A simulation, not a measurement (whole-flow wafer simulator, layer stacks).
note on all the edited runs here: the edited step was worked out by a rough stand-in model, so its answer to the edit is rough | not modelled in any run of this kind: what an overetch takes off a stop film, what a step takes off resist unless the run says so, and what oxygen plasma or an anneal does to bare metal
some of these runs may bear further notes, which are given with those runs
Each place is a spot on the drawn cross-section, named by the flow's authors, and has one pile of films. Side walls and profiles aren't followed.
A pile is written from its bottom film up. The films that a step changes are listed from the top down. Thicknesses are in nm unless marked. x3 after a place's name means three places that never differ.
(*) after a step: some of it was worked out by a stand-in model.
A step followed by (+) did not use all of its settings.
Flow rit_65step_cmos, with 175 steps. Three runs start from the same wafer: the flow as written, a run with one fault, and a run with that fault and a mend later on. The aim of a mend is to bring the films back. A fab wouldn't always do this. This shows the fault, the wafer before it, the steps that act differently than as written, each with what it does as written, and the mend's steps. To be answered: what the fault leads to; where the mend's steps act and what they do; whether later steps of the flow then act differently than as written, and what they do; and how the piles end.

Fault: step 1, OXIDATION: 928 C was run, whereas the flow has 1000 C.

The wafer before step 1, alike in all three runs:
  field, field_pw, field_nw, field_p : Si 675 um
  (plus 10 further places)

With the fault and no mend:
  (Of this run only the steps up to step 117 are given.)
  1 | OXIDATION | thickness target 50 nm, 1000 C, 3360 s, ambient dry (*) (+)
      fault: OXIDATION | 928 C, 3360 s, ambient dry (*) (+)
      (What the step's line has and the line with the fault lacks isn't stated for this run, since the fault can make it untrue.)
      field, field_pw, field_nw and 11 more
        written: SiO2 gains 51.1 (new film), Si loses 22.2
        fault: SiO2 gains 27.7 (new film), Si loses 11.9
  Steps further on in the flow that do not act as written (not shown: 38 more steps that differ only slightly, by at most 2% or 0.5 nm, whichever is larger):
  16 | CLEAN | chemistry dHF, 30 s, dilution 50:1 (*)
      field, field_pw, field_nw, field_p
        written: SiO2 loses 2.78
        fault: SiO2 loses 2.56 (all of it)
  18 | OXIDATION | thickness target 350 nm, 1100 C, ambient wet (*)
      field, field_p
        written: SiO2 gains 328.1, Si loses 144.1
        fault: SiO2 gains 346.3 (new film), chemical SiO2 loses 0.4 (all of it), Si loses 151.9
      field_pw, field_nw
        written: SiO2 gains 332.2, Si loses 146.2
        fault: SiO2 gains 350 (new film), chemical SiO2 loses 0.4 (all of it), Si loses 153.8
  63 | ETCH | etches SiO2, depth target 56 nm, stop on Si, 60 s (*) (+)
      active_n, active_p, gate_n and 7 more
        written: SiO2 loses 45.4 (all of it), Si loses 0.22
        fault: SiO2 loses 22 (all of it), Si loses 0.7
  The piles after step 117 are only slightly different from the flow's at the places that both follow, by no more than 2% or 0.5 nm, whichever is larger.

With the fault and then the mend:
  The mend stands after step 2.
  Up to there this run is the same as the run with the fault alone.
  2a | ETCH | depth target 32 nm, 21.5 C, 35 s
      field, field_pw, field_nw and 11 more
        SiO2 loses 27.7 (all of it)
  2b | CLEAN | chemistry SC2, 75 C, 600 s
      field, field_pw, field_nw and 11 more
        chemical SiO2 gains 0.4 (new film), Si loses 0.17
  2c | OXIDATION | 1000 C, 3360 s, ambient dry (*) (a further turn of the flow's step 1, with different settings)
      field, field_pw, field_nw and 11 more
        SiO2 gains 51 (new film), chemical SiO2 loses 0.4 (all of it), Si loses 22.3
  Steps further on in the flow that do not act as written (not shown: 17 more steps that differ only slightly, by at most 2% or 0.5 nm, whichever is larger):
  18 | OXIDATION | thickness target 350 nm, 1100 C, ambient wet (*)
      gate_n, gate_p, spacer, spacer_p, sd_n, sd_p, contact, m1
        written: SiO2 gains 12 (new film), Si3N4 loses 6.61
        mend: SiO2 gains 12 (new film), Si3N4 loses 6.61, SiO2 gains 0.03
  The piles end only slightly different from the flow's at the places that both follow, by no more than 2% or 0.5 nm, whichever is larger.
